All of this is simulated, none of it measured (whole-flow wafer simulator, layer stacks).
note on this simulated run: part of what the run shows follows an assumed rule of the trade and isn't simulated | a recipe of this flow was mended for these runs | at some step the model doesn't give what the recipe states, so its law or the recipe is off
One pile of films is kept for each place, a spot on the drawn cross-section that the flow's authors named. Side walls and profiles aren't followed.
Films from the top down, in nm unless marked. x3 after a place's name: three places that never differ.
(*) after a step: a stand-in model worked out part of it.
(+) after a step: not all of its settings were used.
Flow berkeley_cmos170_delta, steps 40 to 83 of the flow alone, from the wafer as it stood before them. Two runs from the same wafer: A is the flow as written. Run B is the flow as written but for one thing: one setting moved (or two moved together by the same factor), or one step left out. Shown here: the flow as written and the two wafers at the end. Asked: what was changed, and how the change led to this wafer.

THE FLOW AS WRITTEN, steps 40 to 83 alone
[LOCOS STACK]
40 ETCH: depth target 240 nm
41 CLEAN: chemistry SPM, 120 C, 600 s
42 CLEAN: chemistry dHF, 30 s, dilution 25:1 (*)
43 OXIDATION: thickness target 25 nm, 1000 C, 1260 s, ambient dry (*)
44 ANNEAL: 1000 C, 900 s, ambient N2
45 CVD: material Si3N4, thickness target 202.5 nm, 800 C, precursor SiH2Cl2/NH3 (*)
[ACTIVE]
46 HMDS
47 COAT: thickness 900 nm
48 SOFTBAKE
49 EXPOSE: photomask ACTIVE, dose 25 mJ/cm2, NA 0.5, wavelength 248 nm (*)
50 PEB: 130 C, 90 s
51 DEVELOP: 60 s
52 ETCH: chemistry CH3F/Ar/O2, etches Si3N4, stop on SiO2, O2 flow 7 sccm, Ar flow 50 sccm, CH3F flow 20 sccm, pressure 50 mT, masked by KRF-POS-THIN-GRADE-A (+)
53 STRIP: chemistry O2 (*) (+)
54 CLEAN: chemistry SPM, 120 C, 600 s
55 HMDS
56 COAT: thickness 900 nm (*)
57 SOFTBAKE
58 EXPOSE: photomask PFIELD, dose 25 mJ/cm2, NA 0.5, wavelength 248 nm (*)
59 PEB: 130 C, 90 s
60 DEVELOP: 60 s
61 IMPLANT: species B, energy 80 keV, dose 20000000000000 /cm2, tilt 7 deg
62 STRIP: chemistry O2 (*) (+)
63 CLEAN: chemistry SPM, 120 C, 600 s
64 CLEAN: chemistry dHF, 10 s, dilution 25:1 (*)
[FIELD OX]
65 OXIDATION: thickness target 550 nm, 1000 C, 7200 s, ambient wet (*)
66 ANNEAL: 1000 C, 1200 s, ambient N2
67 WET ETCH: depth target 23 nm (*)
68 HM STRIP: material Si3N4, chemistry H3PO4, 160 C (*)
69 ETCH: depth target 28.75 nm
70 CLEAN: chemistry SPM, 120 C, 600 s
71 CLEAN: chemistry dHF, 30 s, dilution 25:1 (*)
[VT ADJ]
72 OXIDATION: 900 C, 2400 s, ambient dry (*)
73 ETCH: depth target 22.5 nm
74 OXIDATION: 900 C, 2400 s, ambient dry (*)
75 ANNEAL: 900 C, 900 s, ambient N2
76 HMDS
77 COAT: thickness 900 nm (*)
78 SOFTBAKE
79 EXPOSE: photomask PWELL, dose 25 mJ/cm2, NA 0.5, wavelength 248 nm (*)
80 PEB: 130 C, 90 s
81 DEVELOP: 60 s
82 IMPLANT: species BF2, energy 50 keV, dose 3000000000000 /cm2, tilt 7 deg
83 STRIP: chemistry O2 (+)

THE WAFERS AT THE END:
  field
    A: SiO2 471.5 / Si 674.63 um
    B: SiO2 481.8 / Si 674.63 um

The cause: step 69, ETCH: depth target 18.4 nm was run, where the flow has depth target 28.75 nm.

How the change led to this, step by step:
  69 ETCH: depth target 28.75 nm
      field: A SiO2 -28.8 | B SiO2 -18.4
